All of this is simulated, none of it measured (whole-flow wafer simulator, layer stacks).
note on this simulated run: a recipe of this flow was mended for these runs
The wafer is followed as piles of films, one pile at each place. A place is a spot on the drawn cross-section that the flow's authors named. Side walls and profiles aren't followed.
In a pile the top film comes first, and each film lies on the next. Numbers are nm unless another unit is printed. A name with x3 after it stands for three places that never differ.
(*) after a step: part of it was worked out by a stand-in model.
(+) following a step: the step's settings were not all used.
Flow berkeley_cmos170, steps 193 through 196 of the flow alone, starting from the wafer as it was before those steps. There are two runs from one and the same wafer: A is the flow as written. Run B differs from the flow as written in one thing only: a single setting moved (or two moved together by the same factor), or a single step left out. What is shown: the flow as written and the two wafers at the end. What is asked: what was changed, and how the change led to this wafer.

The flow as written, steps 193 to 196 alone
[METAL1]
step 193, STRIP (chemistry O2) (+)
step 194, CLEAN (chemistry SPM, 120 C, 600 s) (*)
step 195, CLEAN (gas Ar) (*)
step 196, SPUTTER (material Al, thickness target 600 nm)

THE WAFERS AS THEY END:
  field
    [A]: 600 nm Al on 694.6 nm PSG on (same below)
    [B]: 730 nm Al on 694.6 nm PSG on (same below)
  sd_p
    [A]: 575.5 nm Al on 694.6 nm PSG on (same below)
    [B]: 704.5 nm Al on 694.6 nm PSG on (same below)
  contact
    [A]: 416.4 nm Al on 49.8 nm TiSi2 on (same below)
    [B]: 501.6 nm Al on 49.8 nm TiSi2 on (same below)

Cause: step 196, SPUTTER: thickness target 730 nm was run, though the flow has thickness target 600 nm.
One can read it off the wafer: field has Al 730, and step 196 as written asks for 600 nm.

How this came from the change, step by step:
  step 196, SPUTTER (material Al, thickness target 600 nm)
      field, mark, sd_n and 8 more: A +600 Al (new film) | B +730 Al (new film)
      sd_p: A +575.5 Al (new film) | B +704.5 Al (new film)
      (as well as at 1 more place)
